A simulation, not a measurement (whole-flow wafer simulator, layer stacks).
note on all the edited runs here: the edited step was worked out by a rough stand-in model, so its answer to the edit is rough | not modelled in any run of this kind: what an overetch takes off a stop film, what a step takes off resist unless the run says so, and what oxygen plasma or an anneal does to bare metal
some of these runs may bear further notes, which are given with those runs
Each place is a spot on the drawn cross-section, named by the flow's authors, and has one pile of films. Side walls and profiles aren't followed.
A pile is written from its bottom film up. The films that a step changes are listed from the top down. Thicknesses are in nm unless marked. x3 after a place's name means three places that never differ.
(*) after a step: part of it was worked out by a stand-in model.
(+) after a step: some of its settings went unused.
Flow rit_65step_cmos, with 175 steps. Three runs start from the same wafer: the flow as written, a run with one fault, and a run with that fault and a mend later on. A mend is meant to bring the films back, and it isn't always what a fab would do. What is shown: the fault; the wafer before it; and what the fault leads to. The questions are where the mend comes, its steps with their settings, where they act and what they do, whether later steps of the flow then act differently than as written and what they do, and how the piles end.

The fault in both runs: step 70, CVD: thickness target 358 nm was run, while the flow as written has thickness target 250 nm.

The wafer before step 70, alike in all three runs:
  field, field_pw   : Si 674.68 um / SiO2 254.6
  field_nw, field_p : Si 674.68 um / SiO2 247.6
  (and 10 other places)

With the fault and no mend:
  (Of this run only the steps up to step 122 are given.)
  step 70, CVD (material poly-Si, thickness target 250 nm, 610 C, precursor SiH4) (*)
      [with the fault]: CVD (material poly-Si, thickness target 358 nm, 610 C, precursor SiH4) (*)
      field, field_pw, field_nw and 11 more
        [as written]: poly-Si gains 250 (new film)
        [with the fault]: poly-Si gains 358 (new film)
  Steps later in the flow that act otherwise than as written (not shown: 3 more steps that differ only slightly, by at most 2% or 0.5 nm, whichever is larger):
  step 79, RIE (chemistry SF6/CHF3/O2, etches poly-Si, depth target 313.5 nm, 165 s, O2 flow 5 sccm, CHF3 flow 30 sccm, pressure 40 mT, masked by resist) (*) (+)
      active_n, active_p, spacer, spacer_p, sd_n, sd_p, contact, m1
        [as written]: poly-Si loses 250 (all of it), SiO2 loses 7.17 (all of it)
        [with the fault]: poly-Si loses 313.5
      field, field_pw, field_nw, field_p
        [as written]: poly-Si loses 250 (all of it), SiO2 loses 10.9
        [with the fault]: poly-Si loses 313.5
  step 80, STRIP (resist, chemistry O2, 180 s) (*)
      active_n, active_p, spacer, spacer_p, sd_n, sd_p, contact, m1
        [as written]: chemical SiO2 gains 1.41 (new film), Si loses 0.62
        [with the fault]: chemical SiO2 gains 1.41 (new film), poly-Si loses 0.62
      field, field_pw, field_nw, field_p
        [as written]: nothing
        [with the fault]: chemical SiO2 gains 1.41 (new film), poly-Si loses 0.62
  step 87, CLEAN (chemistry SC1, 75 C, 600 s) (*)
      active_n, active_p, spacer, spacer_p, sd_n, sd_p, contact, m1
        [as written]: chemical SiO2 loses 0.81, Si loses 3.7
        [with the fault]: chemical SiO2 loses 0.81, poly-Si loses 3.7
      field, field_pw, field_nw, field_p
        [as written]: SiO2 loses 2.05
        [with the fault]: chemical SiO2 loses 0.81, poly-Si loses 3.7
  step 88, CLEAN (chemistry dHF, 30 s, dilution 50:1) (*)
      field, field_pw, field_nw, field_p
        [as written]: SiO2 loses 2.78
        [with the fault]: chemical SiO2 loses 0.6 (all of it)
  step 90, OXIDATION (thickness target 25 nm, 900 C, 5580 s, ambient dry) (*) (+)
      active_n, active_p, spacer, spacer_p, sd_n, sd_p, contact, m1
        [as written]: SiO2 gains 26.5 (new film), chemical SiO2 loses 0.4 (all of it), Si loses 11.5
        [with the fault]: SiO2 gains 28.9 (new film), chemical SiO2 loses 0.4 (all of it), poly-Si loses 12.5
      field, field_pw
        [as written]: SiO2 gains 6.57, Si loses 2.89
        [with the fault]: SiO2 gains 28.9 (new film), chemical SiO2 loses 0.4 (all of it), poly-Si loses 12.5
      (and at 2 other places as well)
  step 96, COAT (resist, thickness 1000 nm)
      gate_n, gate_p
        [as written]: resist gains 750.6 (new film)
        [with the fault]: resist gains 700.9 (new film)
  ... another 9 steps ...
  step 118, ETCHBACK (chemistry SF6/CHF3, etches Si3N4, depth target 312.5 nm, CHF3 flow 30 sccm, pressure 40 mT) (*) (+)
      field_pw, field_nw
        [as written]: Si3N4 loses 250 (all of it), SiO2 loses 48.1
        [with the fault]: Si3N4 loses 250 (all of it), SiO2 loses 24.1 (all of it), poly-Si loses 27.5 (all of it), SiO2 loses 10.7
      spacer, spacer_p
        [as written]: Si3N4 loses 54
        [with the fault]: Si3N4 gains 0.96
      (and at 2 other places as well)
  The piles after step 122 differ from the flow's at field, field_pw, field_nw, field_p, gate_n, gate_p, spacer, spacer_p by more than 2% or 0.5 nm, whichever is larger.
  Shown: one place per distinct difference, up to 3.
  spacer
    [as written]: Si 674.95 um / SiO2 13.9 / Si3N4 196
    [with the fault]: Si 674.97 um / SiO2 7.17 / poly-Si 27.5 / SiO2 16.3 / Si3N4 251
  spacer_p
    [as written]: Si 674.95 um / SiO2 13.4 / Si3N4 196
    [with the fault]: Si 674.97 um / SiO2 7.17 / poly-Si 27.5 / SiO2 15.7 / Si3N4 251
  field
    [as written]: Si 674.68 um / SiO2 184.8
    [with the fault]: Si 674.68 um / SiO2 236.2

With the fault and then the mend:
  The mend stands after step 71.
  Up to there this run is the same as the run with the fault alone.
  step 71a, ETCH (chemistry tmah, depth target 411.7 nm)
      field, field_pw, field_nw and 11 more
        poly-Si loses 358 (all of it)
  step 71b, CLEAN (chemistry SC2, 75 C, 600 s) (the flow's step 66, run once more)
      alters no film at any place that is followed
  step 71c, CVD (material poly-Si, thickness target 250 nm, 610 C, precursor SiH4) (*) (the flow's step 70, run once more)
      field, field_pw, field_nw and 11 more
        poly-Si gains 250 (new film)
  Later steps of the flow that are run all act as written at every place that is followed.
  The piles end the same as the flow's at every place that both follow.
